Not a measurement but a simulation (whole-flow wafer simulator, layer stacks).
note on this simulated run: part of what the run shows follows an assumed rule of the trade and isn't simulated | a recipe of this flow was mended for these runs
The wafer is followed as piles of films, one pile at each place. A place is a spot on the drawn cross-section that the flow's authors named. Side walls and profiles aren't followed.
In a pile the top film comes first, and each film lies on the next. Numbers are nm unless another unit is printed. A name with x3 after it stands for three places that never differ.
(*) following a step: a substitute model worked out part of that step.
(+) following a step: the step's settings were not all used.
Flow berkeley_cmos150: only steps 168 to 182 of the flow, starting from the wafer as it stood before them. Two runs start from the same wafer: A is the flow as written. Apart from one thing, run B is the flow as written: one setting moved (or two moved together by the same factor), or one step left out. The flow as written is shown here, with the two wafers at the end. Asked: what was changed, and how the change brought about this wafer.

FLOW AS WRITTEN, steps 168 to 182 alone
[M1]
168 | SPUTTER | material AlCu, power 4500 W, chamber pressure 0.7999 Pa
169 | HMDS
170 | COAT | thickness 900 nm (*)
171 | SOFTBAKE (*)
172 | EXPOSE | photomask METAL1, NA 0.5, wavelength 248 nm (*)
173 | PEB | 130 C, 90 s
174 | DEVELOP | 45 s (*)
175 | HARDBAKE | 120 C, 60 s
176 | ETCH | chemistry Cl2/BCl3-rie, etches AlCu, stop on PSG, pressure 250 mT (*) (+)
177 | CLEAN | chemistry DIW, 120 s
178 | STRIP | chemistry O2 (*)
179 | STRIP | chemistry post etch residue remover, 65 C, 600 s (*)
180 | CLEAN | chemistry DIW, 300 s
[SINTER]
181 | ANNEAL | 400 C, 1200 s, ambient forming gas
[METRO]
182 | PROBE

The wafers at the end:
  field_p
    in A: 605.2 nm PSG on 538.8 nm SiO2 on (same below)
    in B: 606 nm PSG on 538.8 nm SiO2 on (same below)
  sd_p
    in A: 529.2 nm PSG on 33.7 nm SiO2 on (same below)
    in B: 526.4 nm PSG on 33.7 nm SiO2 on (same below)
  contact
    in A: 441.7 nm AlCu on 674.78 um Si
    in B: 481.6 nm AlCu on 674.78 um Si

The reason: step 168, SPUTTER: chamber pressure 0.5959 Pa was run, while the flow as written has chamber pressure 0.7999 Pa.

The path from the change to this, step by step:
  168 | SPUTTER | material AlCu, power 4500 W, chamber pressure 0.7999 Pa
      field, sd_n, gate_n, gate_p, m1: A AlCu gains 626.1 (new film) | B AlCu gains 689.9 (new film)
      field_p: A AlCu gains 619.8 (new film) | B AlCu gains 689.9 (new film)
      (and at 2 other places as well)
  176 | ETCH | chemistry Cl2/BCl3-rie, etches AlCu, stop on PSG, pressure 250 mT (*) (+)
      field, sd_n, gate_n, gate_p: A AlCu loses 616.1 (all of it), PSG loses 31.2 | B AlCu loses 679.9 (all of it), PSG loses 31.2
      contact, m1: A thick-KrF-resist loses 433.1 | B thick-KrF-resist loses 464.9
      (and at 2 other places as well)
  178 | STRIP | chemistry O2 (*)
      m1: A thick-KrF-resist loses 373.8 (all of it) | B thick-KrF-resist loses 341.3 (all of it)
